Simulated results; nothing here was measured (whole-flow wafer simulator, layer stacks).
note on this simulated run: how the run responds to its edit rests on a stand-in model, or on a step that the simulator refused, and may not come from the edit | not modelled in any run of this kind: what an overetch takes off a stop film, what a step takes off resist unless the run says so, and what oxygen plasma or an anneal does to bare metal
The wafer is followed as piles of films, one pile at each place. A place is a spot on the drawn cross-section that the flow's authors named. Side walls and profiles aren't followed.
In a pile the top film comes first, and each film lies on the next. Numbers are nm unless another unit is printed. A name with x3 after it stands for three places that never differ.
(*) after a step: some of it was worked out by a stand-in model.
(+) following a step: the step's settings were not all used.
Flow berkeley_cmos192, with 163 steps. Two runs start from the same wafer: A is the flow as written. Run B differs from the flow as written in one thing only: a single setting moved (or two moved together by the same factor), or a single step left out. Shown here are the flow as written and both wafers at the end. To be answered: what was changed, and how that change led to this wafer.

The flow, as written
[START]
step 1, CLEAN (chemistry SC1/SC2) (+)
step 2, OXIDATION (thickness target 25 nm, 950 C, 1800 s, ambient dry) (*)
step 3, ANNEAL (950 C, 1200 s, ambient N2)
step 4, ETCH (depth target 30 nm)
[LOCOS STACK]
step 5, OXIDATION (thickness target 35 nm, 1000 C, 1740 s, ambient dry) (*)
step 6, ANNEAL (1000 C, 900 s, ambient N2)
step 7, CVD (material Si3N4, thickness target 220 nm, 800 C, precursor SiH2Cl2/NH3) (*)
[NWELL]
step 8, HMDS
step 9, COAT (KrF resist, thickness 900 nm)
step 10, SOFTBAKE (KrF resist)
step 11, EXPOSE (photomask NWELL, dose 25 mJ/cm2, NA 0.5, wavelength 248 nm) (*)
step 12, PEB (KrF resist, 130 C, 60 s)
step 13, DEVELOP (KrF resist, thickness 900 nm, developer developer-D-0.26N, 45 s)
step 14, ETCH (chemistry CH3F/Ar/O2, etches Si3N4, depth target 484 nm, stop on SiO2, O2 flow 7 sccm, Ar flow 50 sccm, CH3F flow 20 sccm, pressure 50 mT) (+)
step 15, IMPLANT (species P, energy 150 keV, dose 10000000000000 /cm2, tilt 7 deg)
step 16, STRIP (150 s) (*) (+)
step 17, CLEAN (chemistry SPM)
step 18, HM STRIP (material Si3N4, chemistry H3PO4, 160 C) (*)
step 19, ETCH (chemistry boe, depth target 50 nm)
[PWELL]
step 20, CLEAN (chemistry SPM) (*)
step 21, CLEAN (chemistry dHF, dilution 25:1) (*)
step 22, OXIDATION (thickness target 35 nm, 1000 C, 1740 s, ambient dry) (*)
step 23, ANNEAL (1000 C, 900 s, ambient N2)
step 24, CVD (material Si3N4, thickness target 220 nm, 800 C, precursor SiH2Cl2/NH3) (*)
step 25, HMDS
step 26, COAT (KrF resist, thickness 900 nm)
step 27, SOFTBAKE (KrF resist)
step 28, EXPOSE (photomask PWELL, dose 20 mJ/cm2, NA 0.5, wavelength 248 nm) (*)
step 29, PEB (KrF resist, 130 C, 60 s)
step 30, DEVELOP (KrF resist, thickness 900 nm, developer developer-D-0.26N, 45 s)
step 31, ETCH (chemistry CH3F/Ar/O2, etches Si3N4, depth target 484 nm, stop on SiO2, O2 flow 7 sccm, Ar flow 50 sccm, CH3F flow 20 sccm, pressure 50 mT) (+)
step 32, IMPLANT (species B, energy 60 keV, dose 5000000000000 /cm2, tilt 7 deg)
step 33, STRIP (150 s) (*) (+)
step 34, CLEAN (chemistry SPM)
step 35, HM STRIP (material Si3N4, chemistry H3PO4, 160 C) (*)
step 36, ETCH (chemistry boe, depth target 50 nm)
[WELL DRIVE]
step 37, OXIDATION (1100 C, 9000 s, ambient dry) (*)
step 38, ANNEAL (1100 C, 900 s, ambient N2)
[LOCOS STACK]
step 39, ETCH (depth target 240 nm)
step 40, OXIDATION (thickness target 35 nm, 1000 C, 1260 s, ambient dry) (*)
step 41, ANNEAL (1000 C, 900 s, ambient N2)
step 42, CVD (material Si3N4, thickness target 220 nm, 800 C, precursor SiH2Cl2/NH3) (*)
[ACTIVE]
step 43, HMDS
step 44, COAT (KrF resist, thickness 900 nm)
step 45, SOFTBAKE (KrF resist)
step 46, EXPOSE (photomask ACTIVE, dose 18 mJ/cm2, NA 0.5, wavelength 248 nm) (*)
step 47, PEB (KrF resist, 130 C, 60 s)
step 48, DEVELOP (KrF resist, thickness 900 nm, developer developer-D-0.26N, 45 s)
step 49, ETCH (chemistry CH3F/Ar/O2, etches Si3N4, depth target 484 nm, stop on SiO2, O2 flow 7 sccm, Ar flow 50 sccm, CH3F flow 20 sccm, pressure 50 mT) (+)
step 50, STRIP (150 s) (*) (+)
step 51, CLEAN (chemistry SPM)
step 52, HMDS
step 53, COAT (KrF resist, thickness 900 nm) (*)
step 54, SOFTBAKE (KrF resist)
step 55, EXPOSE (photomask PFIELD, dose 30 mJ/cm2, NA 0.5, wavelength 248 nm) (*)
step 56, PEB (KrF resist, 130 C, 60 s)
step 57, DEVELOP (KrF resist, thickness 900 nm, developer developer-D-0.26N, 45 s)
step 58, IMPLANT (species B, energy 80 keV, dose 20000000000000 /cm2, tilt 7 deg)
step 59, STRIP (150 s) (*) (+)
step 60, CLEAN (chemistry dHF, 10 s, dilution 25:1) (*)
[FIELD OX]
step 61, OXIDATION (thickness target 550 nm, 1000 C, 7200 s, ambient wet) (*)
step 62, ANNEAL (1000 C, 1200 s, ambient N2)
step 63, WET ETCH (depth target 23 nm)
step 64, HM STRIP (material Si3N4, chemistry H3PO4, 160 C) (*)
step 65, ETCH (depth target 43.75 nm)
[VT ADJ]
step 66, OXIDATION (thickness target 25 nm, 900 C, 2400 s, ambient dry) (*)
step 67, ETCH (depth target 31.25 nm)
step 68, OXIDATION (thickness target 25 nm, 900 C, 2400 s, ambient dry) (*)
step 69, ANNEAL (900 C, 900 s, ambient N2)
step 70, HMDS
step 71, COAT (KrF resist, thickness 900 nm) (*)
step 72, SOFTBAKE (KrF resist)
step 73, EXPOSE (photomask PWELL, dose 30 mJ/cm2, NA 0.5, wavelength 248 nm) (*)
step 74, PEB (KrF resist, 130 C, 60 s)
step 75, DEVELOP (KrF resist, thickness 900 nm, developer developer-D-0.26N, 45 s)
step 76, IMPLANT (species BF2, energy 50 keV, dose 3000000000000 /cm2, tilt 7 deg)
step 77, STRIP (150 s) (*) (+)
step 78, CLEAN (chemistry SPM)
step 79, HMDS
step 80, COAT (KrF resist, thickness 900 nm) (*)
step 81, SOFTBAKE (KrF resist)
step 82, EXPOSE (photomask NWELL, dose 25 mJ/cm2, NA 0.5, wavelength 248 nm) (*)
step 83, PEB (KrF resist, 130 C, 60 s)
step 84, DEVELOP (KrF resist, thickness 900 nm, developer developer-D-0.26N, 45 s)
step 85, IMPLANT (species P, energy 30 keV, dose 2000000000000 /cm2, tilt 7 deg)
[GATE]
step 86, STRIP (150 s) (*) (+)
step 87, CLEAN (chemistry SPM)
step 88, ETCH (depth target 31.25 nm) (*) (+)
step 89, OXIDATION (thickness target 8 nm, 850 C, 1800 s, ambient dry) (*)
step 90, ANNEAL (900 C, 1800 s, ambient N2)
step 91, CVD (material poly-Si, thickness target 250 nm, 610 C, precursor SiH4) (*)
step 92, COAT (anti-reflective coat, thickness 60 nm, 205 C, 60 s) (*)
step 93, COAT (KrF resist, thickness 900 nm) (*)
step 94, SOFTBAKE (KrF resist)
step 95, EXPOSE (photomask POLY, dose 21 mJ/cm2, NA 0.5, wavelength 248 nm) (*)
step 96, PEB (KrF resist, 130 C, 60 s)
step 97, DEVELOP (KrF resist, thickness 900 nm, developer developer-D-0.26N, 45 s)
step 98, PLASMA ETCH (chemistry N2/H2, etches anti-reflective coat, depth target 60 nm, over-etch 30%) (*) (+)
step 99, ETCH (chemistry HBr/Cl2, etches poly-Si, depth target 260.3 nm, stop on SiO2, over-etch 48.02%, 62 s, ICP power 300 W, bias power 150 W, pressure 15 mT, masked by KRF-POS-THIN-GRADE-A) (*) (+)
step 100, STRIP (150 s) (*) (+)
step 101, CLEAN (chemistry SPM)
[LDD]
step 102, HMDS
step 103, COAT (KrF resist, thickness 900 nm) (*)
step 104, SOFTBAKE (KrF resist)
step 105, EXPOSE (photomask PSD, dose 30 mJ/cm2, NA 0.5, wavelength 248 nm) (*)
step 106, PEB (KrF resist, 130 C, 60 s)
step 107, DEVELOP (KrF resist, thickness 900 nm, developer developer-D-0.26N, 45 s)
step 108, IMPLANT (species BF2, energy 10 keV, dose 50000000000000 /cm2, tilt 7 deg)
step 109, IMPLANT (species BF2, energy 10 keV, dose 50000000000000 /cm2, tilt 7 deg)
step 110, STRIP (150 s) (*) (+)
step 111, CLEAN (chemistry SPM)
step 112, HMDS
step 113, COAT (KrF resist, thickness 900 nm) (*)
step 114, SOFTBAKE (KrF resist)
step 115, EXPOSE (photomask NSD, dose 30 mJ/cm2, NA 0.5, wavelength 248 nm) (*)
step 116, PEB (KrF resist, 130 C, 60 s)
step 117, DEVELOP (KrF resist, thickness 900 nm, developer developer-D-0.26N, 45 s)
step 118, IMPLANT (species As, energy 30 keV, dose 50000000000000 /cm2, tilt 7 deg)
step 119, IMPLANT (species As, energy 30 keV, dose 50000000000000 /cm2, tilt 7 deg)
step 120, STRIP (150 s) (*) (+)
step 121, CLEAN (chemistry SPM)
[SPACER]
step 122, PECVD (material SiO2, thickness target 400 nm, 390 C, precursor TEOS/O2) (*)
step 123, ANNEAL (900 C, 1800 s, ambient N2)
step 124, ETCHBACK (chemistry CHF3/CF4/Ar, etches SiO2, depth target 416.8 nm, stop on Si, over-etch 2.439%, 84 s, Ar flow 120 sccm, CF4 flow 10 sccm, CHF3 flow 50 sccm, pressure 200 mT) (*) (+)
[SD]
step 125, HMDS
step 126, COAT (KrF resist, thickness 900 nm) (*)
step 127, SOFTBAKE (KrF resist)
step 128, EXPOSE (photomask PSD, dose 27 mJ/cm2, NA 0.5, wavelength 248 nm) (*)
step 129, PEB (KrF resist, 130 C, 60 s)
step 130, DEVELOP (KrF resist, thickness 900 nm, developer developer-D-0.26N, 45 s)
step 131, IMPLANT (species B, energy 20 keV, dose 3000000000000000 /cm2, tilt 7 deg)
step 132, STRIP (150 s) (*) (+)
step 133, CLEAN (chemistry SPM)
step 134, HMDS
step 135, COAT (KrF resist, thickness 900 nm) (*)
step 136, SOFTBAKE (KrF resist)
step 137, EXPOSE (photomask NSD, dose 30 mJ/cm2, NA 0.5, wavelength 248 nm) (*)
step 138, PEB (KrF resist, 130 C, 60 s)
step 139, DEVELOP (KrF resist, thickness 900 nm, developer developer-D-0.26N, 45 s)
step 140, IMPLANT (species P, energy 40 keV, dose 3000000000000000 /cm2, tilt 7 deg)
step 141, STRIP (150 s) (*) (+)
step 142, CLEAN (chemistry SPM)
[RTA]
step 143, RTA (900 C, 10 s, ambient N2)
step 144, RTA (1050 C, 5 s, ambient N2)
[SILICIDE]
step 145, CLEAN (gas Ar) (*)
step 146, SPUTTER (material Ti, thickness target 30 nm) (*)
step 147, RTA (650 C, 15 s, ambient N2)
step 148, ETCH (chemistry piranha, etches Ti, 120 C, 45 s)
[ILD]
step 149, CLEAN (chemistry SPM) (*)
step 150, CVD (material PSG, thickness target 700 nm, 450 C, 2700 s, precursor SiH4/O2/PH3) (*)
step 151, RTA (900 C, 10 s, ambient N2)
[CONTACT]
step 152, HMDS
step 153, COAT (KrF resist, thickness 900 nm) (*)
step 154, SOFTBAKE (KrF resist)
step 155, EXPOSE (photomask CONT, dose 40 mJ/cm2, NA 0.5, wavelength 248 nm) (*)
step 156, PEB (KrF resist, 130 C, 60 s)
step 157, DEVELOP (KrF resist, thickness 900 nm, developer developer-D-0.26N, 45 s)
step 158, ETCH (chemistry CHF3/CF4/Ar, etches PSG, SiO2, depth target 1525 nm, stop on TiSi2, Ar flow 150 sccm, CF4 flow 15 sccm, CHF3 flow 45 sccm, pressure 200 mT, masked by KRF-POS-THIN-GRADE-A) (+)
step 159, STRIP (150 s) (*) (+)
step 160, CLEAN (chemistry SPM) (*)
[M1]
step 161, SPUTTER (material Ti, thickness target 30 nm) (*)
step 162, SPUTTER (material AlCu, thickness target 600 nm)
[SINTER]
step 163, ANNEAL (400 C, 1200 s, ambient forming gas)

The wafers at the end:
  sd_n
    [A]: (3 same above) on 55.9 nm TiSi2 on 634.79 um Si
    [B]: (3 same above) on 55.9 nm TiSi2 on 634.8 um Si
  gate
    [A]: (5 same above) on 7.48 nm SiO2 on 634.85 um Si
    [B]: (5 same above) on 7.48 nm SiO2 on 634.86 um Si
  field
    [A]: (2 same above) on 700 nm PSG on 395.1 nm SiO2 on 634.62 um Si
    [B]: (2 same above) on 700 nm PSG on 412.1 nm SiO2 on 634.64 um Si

What caused this: step 39, ETCH: depth target 136 nm was run, while the flow as written has depth target 240 nm.

The path from the change to this, step by step:
  step 39, ETCH (depth target 240 nm)
      field, sd_n, spacer_n and 6 more: A -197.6 SiO2 (all of it) | B -136 SiO2
  step 40, OXIDATION (thickness target 35 nm, 1000 C, 1260 s, ambient dry) (*)
      field, sd_n, spacer_n and 6 more: A +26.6 SiO2 (new film), -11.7 Si | B +14.3 SiO2, -6.28 Si
  step 61, OXIDATION (thickness target 550 nm, 1000 C, 7200 s, ambient wet) (*)
      spacer_n, spacer_p, gate_p, m1: A +12.1 SiO2 (new film), -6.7 Si3N4 | B +12.1 SiO2 (new film), -6.7 Si3N4, +0.05 SiO2
      gate: A +12.1 SiO2 (new film), -6.7 Si3N4, +0.05 SiO2, -0.05 Si | B +12.1 SiO2 (new film), -6.7 Si3N4, +0.05 SiO2
      (also at 4 further places)
  step 65, ETCH (depth target 43.75 nm)
      sd_n, spacer_n, gate, sd_p, spacer_p, gate_p, contact, m1: A -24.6 SiO2 (all of it) | B -43.8 SiO2
  step 66, OXIDATION (thickness target 25 nm, 900 C, 2400 s, ambient dry) (*)
      spacer_n, gate, spacer_p, gate_p, contact, m1: A +14.9 SiO2 (new film), -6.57 Si | B +9.5 SiO2, -4.18 Si
      sd_n: A +14.9 SiO2 (new film), -6.57 Si | B +8.84 SiO2, -3.89 Si
      (also at 1 further place)
  step 67, ETCH (depth target 31.25 nm)
      spacer_n, gate, sd_p, spacer_p, gate_p, contact, m1: A -14.9 SiO2 (all of it) | B -31.2 SiO2
      sd_n: A -14.9 SiO2 (all of it) | B -31.3 SiO2
  step 68, OXIDATION (thickness target 25 nm, 900 C, 2400 s, ambient dry) (*)
      spacer_n, gate, spacer_p, gate_p, contact, m1: A +14.9 SiO2 (new film), -6.57 Si | B +10.1 SiO2, -4.42 Si
      sd_n: A +14.9 SiO2 (new film), -6.57 Si | B +8.97 SiO2, -3.95 Si
      (also at 1 further place)
  step 88, ETCH (depth target 31.25 nm) (*) (+)
      spacer_n, gate, spacer_p, gate_p, contact, m1: A -14.9 SiO2 (all of it) | B -18.5 SiO2 (all of it)
      sd_n: A -14.9 SiO2 (all of it) | B -25.1 SiO2 (all of it)
      (also at 1 further place)
  step 92, COAT (anti-reflective coat, thickness 60 nm, 205 C, 60 s) (*)
      sd_n: A +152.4 anti-reflective coat (new film) | B +174.8 anti-reflective coat (new film)
      spacer_n: A +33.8 anti-reflective coat (new film) | B +25.8 anti-reflective coat (new film)
      (also at 6 further places)
  step 93, COAT (KrF resist, thickness 900 nm) (*)
      spacer_n: A +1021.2 KrF resist (new film) | B +1045 KrF resist (new film)
      gate: A +1023.8 KrF resist (new film) | B +1047.8 KrF resist (new film)
  step 97, DEVELOP (KrF resist, thickness 900 nm, developer developer-D-0.26N, 45 s)
      spacer_n: A -1019.5 KrF resist (all of it) | B -1043.3 KrF resist (all of it)
  step 98, PLASMA ETCH (chemistry N2/H2, etches anti-reflective coat, depth target 60 nm, over-etch 30%) (*) (+)
      field: A -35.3 anti-reflective coat (all of it), -4.18 poly-Si | B -35.3 anti-reflective coat (all of it), -4.92 poly-Si
      sd_n: A -152.4 anti-reflective coat (all of it), -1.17 poly-Si | B -174.8 anti-reflective coat (all of it), -1.34 poly-Si
      (also at 5 further places)
  step 100, STRIP (150 s) (*) (+)
      gate: A +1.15 chemical SiO2 (new film), -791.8 KrF resist (all of it), -30 anti-reflective coat (all of it), -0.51 poly-Si | B +1.15 chemical SiO2 (new film), -815.7 KrF resist (all of it), -21.6 anti-reflective coat (all of it), -0.51 poly-Si
      gate_p: A +1.15 chemical SiO2 (new film), -765.1 KrF resist (all of it), -31 anti-reflective coat (all of it), -0.51 poly-Si | B +1.15 chemical SiO2 (new film), -780 KrF resist (all of it), -24.9 anti-reflective coat (all of it), -0.51 poly-Si
  step 147, RTA (650 C, 15 s, ambient N2)
      sd_p: A -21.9 Ti, +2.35 TiSi first (new film), +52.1 TiSi2 C49 (new film), -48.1 Si | B -21.5 Ti, +1.51 TiSi first (new film), +52.5 TiSi2 C49 (new film), -47.8 Si
  step 151, RTA (900 C, 10 s, ambient N2)
      sd_p: A under 1 film: +52.2 TiSi2 (new film), -2.25 TiSi first (all of it), -52.1 TiSi2 C49 (all of it), -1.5 Si | B under 1 film: +51.4 TiSi2 (new film), -1.41 TiSi first (all of it), -52.5 TiSi2 C49 (all of it), -0.94 Si
  step 159, STRIP (150 s) (*) (+)
      sd_n: A -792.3 KrF resist (all of it) | B -811.6 KrF resist (all of it)
      sd_p: A -841.6 KrF resist (all of it) | B -861.6 KrF resist (all of it)
  ... 1 further step ...
  step 162, SPUTTER (material AlCu, thickness target 600 nm)
      sd_p: A +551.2 AlCu (new film) | B +534.1 AlCu (new film)
